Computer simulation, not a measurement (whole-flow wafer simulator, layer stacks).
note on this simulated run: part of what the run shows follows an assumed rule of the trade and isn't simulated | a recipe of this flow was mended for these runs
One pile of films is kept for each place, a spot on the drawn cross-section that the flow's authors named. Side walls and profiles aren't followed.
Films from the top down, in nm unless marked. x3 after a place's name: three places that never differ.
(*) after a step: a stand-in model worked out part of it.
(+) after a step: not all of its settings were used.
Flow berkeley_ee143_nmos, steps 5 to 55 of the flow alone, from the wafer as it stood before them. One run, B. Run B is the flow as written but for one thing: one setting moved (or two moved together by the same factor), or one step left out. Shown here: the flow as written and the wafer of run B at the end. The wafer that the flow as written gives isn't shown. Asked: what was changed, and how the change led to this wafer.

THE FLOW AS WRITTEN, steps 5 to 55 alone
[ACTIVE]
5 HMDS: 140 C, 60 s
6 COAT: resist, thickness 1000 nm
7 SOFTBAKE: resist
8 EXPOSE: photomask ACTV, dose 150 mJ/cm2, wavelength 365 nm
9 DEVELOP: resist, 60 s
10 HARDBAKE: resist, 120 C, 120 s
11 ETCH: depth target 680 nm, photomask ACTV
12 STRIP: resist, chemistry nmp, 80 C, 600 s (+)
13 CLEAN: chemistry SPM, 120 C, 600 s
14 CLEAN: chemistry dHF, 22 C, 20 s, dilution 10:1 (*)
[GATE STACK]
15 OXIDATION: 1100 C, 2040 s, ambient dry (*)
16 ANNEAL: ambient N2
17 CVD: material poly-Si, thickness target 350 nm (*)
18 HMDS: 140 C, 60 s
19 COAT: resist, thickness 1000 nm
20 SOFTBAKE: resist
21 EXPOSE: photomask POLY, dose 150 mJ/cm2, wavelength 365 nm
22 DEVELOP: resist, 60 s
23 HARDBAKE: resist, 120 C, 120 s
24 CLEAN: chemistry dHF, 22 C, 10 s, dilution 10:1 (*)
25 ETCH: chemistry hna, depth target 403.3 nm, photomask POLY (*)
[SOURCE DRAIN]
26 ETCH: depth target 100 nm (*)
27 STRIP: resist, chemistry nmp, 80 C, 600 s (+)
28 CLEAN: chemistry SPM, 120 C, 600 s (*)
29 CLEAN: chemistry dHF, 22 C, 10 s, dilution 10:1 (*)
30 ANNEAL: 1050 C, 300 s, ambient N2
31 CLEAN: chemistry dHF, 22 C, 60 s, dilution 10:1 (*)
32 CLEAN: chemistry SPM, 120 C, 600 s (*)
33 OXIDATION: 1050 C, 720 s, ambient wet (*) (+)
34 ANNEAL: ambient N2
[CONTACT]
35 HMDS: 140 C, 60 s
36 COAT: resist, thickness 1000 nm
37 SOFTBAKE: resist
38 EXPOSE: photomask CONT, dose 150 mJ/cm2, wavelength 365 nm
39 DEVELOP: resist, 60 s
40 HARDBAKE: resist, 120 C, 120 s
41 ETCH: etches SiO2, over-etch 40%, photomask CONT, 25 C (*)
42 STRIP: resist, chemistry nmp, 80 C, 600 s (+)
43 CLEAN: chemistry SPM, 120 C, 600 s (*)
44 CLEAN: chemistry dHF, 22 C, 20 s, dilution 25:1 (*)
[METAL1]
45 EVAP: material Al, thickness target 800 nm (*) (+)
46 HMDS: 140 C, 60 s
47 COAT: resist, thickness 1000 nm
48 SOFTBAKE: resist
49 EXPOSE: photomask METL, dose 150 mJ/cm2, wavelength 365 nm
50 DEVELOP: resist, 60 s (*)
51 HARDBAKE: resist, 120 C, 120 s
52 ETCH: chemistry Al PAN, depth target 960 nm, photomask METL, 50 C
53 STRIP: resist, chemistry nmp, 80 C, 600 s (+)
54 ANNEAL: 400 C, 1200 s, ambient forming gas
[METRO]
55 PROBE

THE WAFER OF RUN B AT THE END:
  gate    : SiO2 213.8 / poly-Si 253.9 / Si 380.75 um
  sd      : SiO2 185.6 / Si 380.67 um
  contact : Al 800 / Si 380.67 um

The cause: step 15, OXIDATION: 1100 C, 2040 s, ambient dry (*), was left out.

How the change led to this, step by step:
  19 COAT: resist, thickness 1000 nm
      field: resist +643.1 (new film) (as written it would be: resist +689.8 (new film))
  22 DEVELOP: resist, 60 s
      field: resist -643.1 (all of it) (as written it would be: resist -689.8 (all of it))
  25 ETCH: chemistry hna, depth target 403.3 nm, photomask POLY (*)
      sd, contact: poly-Si -350 (all of it) (as written it would be: poly-Si -350 (all of it), SiO2 -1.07)
  26 ETCH: depth target 100 nm (*)
      sd, contact: nothing (as written it would be: SiO2 -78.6 (all of it))
  36 COAT: resist, thickness 1000 nm
      gate: resist +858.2 (new film) (as written it would be: resist +822.5 (new film))
      sd: resist +1135.3 (new film) (as written it would be: resist +1160.4 (new film))
  40 HARDBAKE: resist, 120 C, 120 s
      gate: resist -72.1 (as written it would be: resist -69)
      sd: resist -97 (as written it would be: resist -99.3)
  42 STRIP: resist, chemistry nmp, 80 C, 600 s (+)
      gate: resist -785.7 (all of it) (as written it would be: resist -753.2 (all of it))
      sd: resist -1037.9 (all of it) (as written it would be: resist -1060.7 (all of it))
  47 COAT: resist, thickness 1000 nm
      gate: resist +867.6 (new film) (as written it would be: resist +834.7 (new film))
      sd: resist +1133.6 (new film) (as written it would be: resist +1161.3 (new film))
  50 DEVELOP: resist, 60 s (*)
      gate: resist -867.6 (all of it), Al -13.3 (as written it would be: resist -834.7 (all of it), Al -13.3)
      sd: resist -1133.6 (all of it), Al -13.3 (as written it would be: resist -1161.3 (all of it), Al -13.3)
